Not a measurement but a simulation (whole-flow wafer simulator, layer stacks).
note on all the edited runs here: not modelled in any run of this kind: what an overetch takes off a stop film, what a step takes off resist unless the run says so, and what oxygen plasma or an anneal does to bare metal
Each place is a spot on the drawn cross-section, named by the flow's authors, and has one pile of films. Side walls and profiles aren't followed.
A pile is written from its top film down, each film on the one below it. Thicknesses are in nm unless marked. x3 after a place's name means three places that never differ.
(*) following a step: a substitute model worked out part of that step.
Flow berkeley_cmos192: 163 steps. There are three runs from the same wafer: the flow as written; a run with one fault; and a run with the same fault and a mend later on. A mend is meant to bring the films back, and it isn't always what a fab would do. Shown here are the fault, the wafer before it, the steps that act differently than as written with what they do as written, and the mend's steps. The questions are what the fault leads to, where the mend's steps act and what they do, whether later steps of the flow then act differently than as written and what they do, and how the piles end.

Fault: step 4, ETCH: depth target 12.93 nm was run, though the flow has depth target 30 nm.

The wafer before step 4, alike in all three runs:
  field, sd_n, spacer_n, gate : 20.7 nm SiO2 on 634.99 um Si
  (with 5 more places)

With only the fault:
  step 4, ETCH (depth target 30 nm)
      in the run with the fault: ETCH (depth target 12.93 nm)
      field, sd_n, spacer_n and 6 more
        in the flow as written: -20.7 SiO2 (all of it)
        in the run with the fault: -12.9 SiO2
  Steps further on in the flow that do not act as written:
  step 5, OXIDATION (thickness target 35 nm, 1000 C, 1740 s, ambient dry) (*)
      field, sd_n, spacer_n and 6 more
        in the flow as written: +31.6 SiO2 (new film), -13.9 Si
        in the run with the fault: +25.8 SiO2, -11.4 Si
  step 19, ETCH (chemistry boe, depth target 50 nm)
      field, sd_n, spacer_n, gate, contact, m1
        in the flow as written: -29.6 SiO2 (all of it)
        in the run with the fault: -31.5 SiO2 (all of it)
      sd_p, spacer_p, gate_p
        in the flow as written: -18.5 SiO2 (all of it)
        in the run with the fault: -20.5 SiO2 (all of it)
  When the end is reached, the piles differ only a little from the flow's at the places that both follow, at most by 2% or 0.5 nm, whichever is larger.

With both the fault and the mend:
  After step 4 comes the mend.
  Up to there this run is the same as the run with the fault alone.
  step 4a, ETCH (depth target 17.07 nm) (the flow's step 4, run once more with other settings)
      field, sd_n, spacer_n and 6 more
        -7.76 SiO2 (all of it)
  Later steps of the flow that are run all act as written at every place that is followed.
  At every place that both follow, the piles at the end match the flow's.
